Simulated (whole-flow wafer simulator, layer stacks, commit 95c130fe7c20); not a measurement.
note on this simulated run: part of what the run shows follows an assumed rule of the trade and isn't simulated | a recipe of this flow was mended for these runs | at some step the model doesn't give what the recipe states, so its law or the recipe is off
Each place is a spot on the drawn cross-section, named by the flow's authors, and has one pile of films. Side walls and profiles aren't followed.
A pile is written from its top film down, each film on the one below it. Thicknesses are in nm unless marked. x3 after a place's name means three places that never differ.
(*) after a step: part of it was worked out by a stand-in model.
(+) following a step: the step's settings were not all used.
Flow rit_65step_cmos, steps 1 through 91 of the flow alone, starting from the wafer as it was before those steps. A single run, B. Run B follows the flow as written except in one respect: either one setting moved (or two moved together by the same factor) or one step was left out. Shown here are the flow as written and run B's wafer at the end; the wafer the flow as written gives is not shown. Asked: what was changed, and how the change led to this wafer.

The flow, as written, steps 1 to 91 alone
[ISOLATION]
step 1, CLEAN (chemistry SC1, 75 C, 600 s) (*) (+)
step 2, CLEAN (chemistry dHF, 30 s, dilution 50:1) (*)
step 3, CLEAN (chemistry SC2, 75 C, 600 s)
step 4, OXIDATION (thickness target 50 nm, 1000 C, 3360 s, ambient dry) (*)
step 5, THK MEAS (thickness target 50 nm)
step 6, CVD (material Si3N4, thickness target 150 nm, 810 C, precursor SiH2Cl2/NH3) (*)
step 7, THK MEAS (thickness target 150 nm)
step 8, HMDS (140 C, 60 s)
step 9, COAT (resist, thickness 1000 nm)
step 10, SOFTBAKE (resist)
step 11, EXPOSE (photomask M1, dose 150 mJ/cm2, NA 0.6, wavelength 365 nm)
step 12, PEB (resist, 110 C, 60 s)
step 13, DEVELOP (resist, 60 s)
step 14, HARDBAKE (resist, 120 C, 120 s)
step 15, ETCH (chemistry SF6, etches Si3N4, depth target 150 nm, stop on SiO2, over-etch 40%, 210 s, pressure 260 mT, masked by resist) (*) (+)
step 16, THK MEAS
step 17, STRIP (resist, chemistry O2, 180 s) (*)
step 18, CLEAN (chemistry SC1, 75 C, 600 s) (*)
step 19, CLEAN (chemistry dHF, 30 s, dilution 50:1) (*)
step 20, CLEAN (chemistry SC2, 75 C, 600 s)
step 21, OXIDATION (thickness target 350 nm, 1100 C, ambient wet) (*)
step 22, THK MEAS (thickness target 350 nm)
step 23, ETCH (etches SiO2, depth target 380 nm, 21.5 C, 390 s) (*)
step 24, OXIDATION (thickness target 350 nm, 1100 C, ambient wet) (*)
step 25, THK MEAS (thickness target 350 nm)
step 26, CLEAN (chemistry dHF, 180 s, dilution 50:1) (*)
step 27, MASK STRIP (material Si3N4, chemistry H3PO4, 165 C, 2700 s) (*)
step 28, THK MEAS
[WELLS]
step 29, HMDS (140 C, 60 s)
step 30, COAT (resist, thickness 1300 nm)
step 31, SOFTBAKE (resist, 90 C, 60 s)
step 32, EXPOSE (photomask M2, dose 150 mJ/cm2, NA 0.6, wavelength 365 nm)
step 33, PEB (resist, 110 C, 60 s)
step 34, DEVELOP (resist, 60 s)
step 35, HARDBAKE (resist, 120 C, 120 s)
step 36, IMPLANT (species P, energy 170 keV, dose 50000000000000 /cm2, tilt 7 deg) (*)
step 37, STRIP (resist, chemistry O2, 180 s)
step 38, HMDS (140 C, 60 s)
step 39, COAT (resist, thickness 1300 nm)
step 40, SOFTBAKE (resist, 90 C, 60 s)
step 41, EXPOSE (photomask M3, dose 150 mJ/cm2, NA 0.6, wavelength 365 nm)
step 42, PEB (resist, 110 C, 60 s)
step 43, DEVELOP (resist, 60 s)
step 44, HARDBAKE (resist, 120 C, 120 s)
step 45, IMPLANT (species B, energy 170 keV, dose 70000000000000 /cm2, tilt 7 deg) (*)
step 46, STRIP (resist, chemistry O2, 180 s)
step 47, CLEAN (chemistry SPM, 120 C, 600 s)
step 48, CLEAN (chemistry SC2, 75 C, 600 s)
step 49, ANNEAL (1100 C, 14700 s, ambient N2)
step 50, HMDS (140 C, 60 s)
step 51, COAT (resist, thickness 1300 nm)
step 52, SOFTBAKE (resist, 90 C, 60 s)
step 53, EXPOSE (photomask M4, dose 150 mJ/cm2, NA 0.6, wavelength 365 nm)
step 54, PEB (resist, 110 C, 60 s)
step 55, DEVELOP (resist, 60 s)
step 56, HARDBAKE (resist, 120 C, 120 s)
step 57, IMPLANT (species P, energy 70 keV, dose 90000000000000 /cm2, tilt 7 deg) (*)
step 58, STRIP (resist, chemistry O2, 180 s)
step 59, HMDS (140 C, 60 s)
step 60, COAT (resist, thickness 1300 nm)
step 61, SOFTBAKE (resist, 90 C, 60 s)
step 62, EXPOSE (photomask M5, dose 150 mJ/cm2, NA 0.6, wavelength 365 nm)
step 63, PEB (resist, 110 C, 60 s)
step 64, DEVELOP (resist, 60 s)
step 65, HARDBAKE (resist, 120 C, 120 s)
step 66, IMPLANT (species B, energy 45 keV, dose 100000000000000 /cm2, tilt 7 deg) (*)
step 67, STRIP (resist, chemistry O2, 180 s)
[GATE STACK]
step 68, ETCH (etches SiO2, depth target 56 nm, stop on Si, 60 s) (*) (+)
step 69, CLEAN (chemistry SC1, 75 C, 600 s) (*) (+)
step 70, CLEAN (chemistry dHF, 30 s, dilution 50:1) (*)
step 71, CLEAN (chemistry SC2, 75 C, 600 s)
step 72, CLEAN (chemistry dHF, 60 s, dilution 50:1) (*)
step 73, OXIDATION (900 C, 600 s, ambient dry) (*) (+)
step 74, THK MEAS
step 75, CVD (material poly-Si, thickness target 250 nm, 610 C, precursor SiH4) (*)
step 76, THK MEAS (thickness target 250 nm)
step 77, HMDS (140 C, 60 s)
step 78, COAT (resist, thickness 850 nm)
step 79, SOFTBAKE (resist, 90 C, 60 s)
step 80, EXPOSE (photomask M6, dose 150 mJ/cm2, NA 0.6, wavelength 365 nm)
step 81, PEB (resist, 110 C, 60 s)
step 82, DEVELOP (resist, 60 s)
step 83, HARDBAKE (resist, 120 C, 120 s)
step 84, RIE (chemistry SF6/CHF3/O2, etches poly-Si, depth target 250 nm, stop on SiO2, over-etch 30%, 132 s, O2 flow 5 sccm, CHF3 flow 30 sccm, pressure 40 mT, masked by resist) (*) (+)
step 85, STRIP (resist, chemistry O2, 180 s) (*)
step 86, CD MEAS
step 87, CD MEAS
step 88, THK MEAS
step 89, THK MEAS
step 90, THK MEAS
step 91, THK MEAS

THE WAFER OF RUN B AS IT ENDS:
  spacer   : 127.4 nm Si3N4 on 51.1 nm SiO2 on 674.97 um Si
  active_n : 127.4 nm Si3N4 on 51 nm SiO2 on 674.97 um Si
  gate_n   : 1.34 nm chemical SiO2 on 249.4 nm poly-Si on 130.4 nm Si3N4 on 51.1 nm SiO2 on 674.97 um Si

The reason: step 26, CLEAN: chemistry dHF, 180 s, dilution 50:1 (*), was not run.

The path from the change to this, step by step:
  step 27, MASK STRIP (material Si3N4, chemistry H3PO4, 165 C, 2700 s) (*)
      active_n, active_p, gate_n and 7 more: -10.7 SiO2 (as written it would have been: -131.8 Si3N4 (all of it), -5.64 SiO2)
  step 30, COAT (resist, thickness 1300 nm)
      field_pw, field_nw: +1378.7 resist (new film) (as written it would have been: +1313 resist (new film))
      field: +1405.4 resist (new film) (as written it would have been: +1315.7 resist (new film))
      (also at 1 further place)
  step 33, PEB (resist, 110 C, 60 s)
      field, field_p: -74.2 resist (as written it would have been: -69.2 resist)
      field_pw, field_nw: -72.7 resist (as written it would have been: -69.1 resist)
  step 34, DEVELOP (resist, 60 s)
      field_nw: -1305.9 resist (all of it) (as written it would have been: -1243.9 resist (all of it))
      field_p: -1330.9 resist (all of it) (as written it would have been: -1246.5 resist (all of it))
  step 35, HARDBAKE (resist, 120 C, 120 s)
      field: -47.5 resist (as written it would have been: -44.1 resist)
      field_pw: -46.5 resist (as written it would have been: -44 resist)
  step 37, STRIP (resist, chemistry O2, 180 s)
      field: -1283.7 resist (all of it) (as written it would have been: -1202.4 resist (all of it))
      field_pw: -1259.4 resist (all of it) (as written it would have been: -1199.9 resist (all of it))
  step 39, COAT (resist, thickness 1300 nm)
      field_pw, field_nw: +1378.7 resist (new film) (as written it would have been: +1313 resist (new film))
      field: +1405.4 resist (new film) (as written it would have been: +1315.7 resist (new film))
      (also at 1 further place)
  step 42, PEB (resist, 110 C, 60 s)
      field, field_p: -74.2 resist (as written it would have been: -69.2 resist)
      field_pw, field_nw: -72.7 resist (as written it would have been: -69.1 resist)
  step 43, DEVELOP (resist, 60 s)
      field: -1331.2 resist (all of it) (as written it would have been: -1246.5 resist (all of it))
      field_pw: -1305.9 resist (all of it) (as written it would have been: -1243.9 resist (all of it))
  step 44, HARDBAKE (resist, 120 C, 120 s)
      field_nw: -46.5 resist (as written it would have been: -44 resist)
      field_p: -47.5 resist (as written it would have been: -44.1 resist)
  step 46, STRIP (resist, chemistry O2, 180 s)
      field_nw: -1259.4 resist (all of it) (as written it would have been: -1199.9 resist (all of it))
      field_p: -1283.4 resist (all of it) (as written it would have been: -1202.3 resist (all of it))
  step 51, COAT (resist, thickness 1300 nm)
      field_pw, field_nw: +1378.7 resist (new film) (as written it would have been: +1313 resist (new film))
      field: +1405.4 resist (new film) (as written it would have been: +1315.7 resist (new film))
      (also at 1 further place)
  step 54, PEB (resist, 110 C, 60 s)
      field, field_p: -74.2 resist (as written it would have been: -69.2 resist)
      field_pw, field_nw: -72.7 resist (as written it would have been: -69.1 resist)
  step 55, DEVELOP (resist, 60 s)
      field_nw: -1305.9 resist (all of it) (as written it would have been: -1243.9 resist (all of it))
      field_p: -1330.9 resist (all of it) (as written it would have been: -1246.5 resist (all of it))
  step 56, HARDBAKE (resist, 120 C, 120 s)
      field: -47.5 resist (as written it would have been: -44.1 resist)
      field_pw: -46.5 resist (as written it would have been: -44 resist)
  step 58, STRIP (resist, chemistry O2, 180 s)
      field: -1283.7 resist (all of it) (as written it would have been: -1202.4 resist (all of it))
      field_pw: -1259.4 resist (all of it) (as written it would have been: -1199.9 resist (all of it))
  ... 13 other steps ...
  step 84, RIE (chemistry SF6/CHF3/O2, etches poly-Si, depth target 250 nm, stop on SiO2, over-etch 30%, 132 s, O2 flow 5 sccm, CHF3 flow 30 sccm, pressure 40 mT, masked by resist) (*) (+)
      active_n, active_p, spacer, spacer_p, sd_n, sd_p, contact, m1: -250 poly-Si (all of it), -3 Si3N4 (as written it would have been: -250 poly-Si (all of it), -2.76 SiO2)
